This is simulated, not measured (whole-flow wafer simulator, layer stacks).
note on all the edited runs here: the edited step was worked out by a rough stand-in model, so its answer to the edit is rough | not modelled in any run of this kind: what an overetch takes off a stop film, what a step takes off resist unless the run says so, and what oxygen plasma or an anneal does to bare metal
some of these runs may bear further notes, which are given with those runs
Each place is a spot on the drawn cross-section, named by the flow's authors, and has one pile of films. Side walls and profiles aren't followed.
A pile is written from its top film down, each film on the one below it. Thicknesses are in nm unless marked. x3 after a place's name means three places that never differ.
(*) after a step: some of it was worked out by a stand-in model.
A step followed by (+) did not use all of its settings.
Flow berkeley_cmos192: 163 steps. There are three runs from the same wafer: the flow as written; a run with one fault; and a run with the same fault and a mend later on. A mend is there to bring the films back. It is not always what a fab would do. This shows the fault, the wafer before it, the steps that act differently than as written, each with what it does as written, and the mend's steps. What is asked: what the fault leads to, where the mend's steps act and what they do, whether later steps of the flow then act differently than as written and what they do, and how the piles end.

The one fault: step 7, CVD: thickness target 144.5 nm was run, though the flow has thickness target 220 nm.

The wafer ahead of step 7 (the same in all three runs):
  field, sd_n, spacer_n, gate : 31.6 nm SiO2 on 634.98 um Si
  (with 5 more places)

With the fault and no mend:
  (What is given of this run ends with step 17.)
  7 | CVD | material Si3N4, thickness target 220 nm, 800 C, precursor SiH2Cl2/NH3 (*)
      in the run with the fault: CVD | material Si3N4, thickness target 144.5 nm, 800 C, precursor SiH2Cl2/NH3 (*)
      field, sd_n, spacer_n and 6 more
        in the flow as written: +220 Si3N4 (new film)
        in the run with the fault: +144.5 Si3N4 (new film)
  Later steps of the flow acting differently than as written:
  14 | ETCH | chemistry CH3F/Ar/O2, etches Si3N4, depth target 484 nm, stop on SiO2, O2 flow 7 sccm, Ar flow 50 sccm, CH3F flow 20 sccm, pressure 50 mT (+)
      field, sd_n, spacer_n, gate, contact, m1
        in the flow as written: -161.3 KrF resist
        in the run with the fault: -111 KrF resist
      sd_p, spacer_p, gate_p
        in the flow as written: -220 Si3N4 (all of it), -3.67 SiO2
        in the run with the fault: -144.5 Si3N4 (all of it), -3.67 SiO2
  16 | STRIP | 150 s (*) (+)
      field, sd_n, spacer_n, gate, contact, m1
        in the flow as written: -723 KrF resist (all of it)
        in the run with the fault: -773.4 KrF resist (all of it)
  Once step 17 is done, the piles at field, sd_n, spacer_n, gate, contact, m1 depart from the flow's by more than 2% or 0.5 nm, whichever is larger.
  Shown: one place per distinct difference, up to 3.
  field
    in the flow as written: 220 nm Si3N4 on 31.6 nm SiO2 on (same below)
    in the run with the fault: 144.5 nm Si3N4 on 31.6 nm SiO2 on (same below)

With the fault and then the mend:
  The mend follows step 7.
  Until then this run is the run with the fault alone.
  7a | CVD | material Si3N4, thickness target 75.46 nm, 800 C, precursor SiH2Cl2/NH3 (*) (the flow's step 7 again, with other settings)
      field, sd_n, spacer_n and 6 more
        +75.5 Si3N4
  None of the later steps of the flow differs from how it acts as written, at any place that is followed, by more than 2% or 0.5 nm, whichever is larger.
  The piles end the same as the flow's at every place that both follow.
